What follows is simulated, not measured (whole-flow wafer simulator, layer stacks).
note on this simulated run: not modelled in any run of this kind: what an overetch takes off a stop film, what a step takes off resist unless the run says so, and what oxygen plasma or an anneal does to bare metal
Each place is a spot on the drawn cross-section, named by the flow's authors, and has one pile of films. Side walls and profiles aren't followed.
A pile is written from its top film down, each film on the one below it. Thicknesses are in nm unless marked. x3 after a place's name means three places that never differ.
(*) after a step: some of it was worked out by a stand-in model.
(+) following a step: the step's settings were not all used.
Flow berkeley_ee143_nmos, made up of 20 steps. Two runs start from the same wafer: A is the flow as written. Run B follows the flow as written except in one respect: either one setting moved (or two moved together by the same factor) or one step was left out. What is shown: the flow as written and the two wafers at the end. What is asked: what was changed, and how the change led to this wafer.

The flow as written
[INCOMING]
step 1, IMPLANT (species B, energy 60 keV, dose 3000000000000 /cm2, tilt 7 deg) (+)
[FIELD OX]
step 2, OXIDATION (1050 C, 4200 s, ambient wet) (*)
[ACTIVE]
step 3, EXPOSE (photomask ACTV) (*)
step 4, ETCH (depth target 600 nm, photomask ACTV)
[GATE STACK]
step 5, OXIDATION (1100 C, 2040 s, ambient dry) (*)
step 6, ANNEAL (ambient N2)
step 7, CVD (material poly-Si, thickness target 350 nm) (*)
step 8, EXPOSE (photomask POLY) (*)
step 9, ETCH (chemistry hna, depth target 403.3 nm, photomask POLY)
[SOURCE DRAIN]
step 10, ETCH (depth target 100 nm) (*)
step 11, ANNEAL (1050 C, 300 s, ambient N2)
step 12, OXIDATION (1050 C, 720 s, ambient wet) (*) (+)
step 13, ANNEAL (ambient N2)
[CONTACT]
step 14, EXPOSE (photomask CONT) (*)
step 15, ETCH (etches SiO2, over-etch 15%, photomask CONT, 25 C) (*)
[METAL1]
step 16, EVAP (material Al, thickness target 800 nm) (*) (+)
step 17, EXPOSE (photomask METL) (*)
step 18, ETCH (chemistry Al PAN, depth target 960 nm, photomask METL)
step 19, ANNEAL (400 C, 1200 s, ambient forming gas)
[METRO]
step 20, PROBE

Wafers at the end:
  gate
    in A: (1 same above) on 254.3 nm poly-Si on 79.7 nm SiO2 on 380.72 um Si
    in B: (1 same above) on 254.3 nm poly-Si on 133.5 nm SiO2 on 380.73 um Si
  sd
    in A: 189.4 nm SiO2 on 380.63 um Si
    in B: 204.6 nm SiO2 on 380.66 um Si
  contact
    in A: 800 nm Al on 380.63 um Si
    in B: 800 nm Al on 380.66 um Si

What caused this: step 4, ETCH: depth target 472 nm was run, whereas the flow has depth target 600 nm.

Step by step, how the change led to this:
  step 4, ETCH (depth target 600 nm, photomask ACTV)
      gate, sd, contact: A -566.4 SiO2 (all of it) | B -472 SiO2
  step 5, OXIDATION (1100 C, 2040 s, ambient dry) (*)
      gate, sd, contact: A +79.7 SiO2 (new film), -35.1 Si | B +39.1 SiO2, -17.2 Si
  step 10, ETCH (depth target 100 nm) (*)
      sd, contact: A -79.7 SiO2 (all of it) | B -100 SiO2
  step 12, OXIDATION (1050 C, 720 s, ambient wet) (*) (+)
      sd, contact: A +189.4 SiO2 (new film), -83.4 Si | B +171.1 SiO2, -75.3 Si
  step 15, ETCH (etches SiO2, over-etch 15%, photomask CONT, 25 C) (*)
      contact: A -189.4 SiO2 (all of it) | B -204.6 SiO2 (all of it)
